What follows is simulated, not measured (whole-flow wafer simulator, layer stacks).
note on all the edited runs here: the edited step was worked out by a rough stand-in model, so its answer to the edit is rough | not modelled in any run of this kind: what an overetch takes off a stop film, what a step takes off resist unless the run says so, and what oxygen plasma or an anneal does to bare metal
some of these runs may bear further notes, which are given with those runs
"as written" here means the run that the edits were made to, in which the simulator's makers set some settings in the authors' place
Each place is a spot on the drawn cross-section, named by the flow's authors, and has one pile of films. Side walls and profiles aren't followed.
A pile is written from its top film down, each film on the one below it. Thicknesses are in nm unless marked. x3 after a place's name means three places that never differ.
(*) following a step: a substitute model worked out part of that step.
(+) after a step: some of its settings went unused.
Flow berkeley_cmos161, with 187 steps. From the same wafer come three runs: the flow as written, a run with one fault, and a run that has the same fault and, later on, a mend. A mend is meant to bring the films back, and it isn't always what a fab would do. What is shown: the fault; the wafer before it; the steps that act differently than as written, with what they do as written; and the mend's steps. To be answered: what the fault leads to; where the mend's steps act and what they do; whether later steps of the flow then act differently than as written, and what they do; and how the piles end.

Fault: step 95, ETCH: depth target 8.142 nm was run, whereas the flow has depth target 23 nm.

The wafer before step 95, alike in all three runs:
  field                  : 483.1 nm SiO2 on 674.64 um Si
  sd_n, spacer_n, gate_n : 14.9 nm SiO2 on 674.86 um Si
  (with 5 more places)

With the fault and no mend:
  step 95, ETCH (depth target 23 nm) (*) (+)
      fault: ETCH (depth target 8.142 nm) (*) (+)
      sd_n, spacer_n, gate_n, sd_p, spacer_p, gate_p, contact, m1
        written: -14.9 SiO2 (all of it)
        fault: -8.14 SiO2
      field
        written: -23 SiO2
        fault: -8.14 SiO2
  Later steps of the flow acting differently than as written (34 more steps, not shown, differ only slightly: by at most 2% or 0.5 nm, whichever is larger):
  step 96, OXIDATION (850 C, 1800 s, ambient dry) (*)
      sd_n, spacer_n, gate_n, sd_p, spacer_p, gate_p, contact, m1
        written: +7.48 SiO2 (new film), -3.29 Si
        fault: +4.84 SiO2, -2.13 Si
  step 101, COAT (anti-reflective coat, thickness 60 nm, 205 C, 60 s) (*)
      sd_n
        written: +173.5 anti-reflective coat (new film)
        fault: +181.3 anti-reflective coat (new film)
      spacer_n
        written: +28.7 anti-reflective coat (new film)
        fault: +26.9 anti-reflective coat (new film)
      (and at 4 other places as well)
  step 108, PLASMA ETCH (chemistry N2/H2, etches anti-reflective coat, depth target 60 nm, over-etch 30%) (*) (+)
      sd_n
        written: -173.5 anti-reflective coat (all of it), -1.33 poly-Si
        fault: -181.3 anti-reflective coat (all of it), -1.39 poly-Si
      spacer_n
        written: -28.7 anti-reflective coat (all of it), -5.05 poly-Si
        fault: -26.9 anti-reflective coat (all of it), -5.35 poly-Si
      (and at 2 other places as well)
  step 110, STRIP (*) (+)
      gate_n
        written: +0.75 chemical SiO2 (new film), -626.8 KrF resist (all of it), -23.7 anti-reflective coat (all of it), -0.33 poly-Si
        fault: +0.75 chemical SiO2 (new film), -633.2 KrF resist (all of it), -21.9 anti-reflective coat (all of it), -0.33 poly-Si
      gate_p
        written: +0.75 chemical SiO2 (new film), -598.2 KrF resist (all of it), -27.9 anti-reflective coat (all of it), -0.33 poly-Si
        fault: +0.75 chemical SiO2 (new film), -601.9 KrF resist (all of it), -27 anti-reflective coat (all of it), -0.33 poly-Si
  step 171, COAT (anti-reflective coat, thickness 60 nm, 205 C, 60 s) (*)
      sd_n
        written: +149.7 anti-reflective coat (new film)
        fault: +161.1 anti-reflective coat (new film)
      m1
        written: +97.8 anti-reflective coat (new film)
        fault: +101.2 anti-reflective coat (new film)
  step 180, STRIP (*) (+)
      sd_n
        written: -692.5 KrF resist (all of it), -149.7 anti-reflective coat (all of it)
        fault: -690.1 KrF resist (all of it), -161.1 anti-reflective coat (all of it)
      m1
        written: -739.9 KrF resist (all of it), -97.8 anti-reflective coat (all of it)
        fault: -744.8 KrF resist (all of it), -101.2 anti-reflective coat (all of it)
  The piles end different from the flow's at field, gate_n, gate_p by more than 2% or 0.5 nm, whichever is larger.
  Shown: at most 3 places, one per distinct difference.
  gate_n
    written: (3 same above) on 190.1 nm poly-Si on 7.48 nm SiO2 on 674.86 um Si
    fault: (3 same above) on 190.1 nm poly-Si on 11.6 nm SiO2 on 674.86 um Si
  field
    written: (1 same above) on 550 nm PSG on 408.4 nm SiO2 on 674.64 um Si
    fault: (1 same above) on 550 nm PSG on 423.2 nm SiO2 on 674.64 um Si

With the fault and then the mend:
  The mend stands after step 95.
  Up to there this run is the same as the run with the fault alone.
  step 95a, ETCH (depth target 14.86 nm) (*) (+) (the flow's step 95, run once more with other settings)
      sd_n, spacer_n, gate_n, sd_p, spacer_p, gate_p, contact, m1
        -6.8 SiO2 (all of it)
      field
        -14.9 SiO2
  None of the later steps of the flow differs from how it acts as written, at any place that is followed, by more than 2% or 0.5 nm, whichever is larger.
  At every place that both follow, the piles at the end match the flow's.
